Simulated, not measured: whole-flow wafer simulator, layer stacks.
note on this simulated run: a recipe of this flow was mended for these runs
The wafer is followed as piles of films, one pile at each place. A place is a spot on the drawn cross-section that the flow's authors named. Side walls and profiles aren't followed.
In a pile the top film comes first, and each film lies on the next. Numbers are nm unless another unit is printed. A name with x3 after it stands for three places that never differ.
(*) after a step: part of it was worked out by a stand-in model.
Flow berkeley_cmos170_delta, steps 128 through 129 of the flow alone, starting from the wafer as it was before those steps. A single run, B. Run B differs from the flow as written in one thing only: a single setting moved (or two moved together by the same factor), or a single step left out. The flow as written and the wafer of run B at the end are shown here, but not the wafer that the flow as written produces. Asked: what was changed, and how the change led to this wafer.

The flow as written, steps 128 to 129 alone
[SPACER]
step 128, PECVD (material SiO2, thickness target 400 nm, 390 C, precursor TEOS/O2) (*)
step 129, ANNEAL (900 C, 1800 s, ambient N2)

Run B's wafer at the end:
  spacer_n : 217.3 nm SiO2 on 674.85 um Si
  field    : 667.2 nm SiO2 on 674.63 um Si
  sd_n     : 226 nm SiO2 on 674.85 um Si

What caused this: step 128, PECVD: thickness target 220 nm was run, though the flow has thickness target 400 nm.

The path from the change to this, step by step:
  step 128, PECVD (material SiO2, thickness target 400 nm, 390 C, precursor TEOS/O2) (*)
      field, sd_n, contact, m1: +220 SiO2 (in the flow as written it would be: +400 SiO2)
      spacer_n, sd_p, spacer_p: +211.6 SiO2 (in the flow as written it would be: +383.7 SiO2)
      (and at 2 other places as well)
